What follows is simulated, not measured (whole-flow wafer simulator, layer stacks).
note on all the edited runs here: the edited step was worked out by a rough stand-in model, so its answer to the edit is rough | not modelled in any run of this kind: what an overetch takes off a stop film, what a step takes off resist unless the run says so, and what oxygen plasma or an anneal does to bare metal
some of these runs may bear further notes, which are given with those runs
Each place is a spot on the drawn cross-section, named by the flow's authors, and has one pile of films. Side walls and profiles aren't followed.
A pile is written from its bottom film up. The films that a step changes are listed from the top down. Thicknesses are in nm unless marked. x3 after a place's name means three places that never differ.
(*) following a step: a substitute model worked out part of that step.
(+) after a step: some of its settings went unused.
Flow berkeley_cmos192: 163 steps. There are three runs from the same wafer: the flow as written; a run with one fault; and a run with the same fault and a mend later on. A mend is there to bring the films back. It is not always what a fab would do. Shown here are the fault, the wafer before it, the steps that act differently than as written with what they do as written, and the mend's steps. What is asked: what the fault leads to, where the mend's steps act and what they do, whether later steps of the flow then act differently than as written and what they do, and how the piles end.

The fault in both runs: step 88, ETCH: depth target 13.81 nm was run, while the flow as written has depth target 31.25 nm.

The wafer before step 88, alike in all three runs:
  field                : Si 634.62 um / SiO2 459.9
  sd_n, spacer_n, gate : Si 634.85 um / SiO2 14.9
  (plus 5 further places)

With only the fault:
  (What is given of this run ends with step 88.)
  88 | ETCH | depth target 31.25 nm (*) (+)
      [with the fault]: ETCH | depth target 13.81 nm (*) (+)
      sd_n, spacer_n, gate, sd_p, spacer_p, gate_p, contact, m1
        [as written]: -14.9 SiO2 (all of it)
        [with the fault]: -13.8 SiO2
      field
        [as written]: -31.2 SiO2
        [with the fault]: -13.8 SiO2
  Once step 88 is done, the piles at field, sd_n, spacer_n and 6 more depart from the flow's by more than 2% or 0.5 nm, whichever is larger.
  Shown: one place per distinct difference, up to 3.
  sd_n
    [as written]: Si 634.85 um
    [with the fault]: Si 634.85 um / SiO2 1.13
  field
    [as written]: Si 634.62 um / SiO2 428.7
    [with the fault]: Si 634.62 um / SiO2 446.1

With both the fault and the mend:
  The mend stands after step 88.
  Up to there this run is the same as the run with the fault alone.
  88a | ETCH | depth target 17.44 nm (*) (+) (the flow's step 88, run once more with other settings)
      sd_n, spacer_n, gate, sd_p, spacer_p, gate_p, contact, m1
        -1.13 SiO2 (all of it)
      field
        -17.4 SiO2
  Later steps of the flow that are run all act as written at every place that is followed, up to a difference of at most 2% or 0.5 nm, whichever is larger.
  At every place that both follow, the piles at the end match the flow's.
